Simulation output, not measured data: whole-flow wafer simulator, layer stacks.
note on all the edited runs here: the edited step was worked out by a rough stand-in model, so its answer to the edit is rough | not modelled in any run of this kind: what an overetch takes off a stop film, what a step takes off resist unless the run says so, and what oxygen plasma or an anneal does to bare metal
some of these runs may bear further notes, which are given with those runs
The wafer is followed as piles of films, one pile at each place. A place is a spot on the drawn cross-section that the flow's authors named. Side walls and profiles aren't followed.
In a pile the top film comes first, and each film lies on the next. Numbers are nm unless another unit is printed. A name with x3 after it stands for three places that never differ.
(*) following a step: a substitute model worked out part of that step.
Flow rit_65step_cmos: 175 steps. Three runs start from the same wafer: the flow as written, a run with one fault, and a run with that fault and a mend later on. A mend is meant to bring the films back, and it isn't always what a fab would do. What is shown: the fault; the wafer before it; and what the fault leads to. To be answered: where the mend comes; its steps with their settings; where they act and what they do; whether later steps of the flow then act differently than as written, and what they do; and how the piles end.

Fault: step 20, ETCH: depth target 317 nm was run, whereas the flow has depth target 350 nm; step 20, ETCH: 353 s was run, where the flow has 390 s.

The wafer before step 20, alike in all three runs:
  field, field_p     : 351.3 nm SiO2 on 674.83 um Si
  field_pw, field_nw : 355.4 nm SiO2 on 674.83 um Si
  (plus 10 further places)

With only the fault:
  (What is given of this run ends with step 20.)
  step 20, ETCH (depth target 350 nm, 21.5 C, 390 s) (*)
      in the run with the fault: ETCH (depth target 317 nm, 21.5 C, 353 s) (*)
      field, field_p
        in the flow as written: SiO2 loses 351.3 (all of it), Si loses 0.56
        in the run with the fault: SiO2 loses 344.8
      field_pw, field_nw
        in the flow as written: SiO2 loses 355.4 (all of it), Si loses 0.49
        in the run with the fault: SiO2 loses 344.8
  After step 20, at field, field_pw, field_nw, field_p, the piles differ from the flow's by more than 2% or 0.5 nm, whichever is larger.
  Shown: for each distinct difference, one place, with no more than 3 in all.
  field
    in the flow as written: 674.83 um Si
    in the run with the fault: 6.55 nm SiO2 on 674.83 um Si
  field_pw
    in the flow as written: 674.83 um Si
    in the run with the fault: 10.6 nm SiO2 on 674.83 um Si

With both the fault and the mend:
  After step 20 comes the mend.
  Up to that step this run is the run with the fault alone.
  step 20a, ETCH (depth target 33 nm, 21.5 C, 37 s) (the flow's step 20, run once more with other settings)
      field, field_p
        SiO2 loses 6.55 (all of it)
      field_pw, field_nw
        SiO2 loses 10.6 (all of it)
  None of the later steps of the flow differs from how it acts as written, at any place that is followed, by more than 2% or 0.5 nm, whichever is larger.
  When the end is reached, the piles differ only a little from the flow's at the places that both follow, at most by 2% or 0.5 nm, whichever is larger.
